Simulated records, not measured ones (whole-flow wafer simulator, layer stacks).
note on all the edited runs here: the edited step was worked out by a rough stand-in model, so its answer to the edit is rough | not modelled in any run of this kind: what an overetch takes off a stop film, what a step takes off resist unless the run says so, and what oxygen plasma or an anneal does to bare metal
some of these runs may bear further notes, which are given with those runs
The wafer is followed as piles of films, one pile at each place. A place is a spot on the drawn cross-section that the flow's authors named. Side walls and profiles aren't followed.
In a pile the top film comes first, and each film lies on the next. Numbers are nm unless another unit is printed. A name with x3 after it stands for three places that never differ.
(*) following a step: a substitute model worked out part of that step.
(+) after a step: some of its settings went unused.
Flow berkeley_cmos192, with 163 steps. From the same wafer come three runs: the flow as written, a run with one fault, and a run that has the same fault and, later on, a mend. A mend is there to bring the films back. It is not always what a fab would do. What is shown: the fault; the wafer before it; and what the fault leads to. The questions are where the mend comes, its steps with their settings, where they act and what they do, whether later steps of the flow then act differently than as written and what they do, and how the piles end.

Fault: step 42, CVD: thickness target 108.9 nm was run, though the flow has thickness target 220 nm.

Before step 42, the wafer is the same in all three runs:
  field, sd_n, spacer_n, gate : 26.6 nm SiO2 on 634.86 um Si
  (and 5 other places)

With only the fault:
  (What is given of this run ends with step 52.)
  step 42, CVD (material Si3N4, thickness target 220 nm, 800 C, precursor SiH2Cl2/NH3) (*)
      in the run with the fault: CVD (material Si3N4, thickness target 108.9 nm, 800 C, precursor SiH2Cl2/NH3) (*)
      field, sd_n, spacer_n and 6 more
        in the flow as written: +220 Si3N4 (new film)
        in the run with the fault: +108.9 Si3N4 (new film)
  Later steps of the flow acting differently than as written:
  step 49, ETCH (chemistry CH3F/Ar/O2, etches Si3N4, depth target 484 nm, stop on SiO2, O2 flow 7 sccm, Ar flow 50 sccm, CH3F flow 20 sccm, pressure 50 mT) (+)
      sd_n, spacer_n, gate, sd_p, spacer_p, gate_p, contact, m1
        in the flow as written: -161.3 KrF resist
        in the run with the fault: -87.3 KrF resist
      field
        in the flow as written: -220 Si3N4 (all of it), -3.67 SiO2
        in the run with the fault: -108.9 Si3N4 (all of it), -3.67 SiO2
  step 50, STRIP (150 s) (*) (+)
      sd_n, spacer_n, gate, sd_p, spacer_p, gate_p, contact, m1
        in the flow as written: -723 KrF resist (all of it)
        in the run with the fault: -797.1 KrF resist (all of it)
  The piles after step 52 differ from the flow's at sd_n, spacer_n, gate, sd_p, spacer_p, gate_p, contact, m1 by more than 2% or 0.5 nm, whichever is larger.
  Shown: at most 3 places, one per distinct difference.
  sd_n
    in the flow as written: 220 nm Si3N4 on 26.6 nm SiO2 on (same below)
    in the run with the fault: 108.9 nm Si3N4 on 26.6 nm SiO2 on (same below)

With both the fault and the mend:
  The mend stands after step 42.
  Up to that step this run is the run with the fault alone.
  step 42a, ETCH (chemistry h3po4, depth target 125.2 nm)
      field, sd_n, spacer_n and 6 more
        -108.9 Si3N4 (all of it)
  step 42b, CLEAN (chemistry SPM) (the flow's step 34 again)
      leaves every film unchanged at each place that is followed
  step 42c, CVD (material Si3N4, thickness target 220 nm, 800 C, precursor SiH2Cl2/NH3) (*) (the flow's step 42 again)
      field, sd_n, spacer_n and 6 more
        +220 Si3N4 (new film)
  Every later step of the flow that is run acts as written at every place that is followed.
  At every place that both follow, the piles at the end match the flow's.
